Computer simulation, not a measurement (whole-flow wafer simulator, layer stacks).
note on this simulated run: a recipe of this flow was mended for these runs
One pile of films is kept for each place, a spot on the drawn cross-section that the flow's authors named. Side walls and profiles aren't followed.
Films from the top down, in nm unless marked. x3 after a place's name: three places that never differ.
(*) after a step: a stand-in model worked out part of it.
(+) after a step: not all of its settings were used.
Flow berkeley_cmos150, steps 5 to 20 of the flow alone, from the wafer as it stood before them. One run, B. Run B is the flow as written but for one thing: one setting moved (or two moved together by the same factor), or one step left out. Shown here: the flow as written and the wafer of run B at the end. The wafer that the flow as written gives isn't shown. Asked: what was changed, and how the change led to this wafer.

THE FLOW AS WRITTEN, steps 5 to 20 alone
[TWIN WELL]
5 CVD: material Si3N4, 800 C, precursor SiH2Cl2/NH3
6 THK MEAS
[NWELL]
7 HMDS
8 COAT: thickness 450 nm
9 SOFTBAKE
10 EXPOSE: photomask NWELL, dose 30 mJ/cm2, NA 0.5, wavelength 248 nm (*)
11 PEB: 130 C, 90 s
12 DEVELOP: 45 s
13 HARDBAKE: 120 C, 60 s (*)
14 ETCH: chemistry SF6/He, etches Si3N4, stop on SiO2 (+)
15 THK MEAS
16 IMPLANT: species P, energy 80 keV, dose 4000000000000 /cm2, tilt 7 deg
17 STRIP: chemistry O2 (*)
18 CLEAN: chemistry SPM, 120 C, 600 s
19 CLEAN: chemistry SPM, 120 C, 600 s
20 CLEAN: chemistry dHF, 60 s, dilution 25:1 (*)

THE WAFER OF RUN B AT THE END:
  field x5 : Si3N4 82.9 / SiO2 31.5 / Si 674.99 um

The cause: step 5, CVD: 780 C was run, where the flow has 800 C.

How the change led to this, step by step:
  5 CVD: material Si3N4, 800 C, precursor SiH2Cl2/NH3
      field x5, field_p x3: Si3N4 +84 (new film) (as written it would be: Si3N4 +106 (new film))
  14 ETCH: chemistry SF6/He, etches Si3N4, stop on SiO2 (+)
      field x5: KrF-resist -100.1 (as written it would be: KrF-resist -124)
      field_p x3: Si3N4 -84 (all of it), SiO2 -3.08 (as written it would be: Si3N4 -106 (all of it), SiO2 -3.08)
  17 STRIP: chemistry O2 (*)
      field x5: KrF-resist -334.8 (all of it) (as written it would be: KrF-resist -310.9 (all of it))
